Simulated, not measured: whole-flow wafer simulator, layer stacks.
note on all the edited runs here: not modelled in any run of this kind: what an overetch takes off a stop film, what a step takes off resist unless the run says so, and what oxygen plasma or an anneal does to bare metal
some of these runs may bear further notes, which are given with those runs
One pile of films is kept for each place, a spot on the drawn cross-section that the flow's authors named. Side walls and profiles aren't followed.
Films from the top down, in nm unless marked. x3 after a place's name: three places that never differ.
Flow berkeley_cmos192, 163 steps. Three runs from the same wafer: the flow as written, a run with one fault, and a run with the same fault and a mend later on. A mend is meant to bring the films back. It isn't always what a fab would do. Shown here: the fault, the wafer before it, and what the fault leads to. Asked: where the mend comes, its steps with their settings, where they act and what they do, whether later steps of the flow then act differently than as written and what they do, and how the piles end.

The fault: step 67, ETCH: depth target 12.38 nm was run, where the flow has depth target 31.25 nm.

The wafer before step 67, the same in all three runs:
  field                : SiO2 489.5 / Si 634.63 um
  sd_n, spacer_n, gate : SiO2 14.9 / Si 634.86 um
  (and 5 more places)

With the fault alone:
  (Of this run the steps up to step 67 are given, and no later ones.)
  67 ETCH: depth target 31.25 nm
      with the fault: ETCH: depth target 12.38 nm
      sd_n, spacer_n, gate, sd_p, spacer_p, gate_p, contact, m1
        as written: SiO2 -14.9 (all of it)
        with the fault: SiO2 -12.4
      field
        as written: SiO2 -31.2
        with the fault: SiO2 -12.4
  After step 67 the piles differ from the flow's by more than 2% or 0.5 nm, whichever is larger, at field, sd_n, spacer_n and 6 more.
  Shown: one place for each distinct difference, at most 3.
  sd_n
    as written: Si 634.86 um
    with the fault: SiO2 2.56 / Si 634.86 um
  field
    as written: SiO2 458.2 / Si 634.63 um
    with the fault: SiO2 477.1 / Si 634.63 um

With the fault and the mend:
  The mend comes after step 67.
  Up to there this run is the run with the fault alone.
  67a ETCH: depth target 18.88 nm (the flow's step 67 once more, with other settings)
      sd_n, spacer_n, gate, sd_p, spacer_p, gate_p, contact, m1
        SiO2 -2.56 (all of it)
      field
        SiO2 -18.9
  No later step of the flow acts differently than as written, at any place that is followed, by more than 2% or 0.5 nm, whichever is larger.
  At the end the piles are the same as the flow's at every place that both follow.
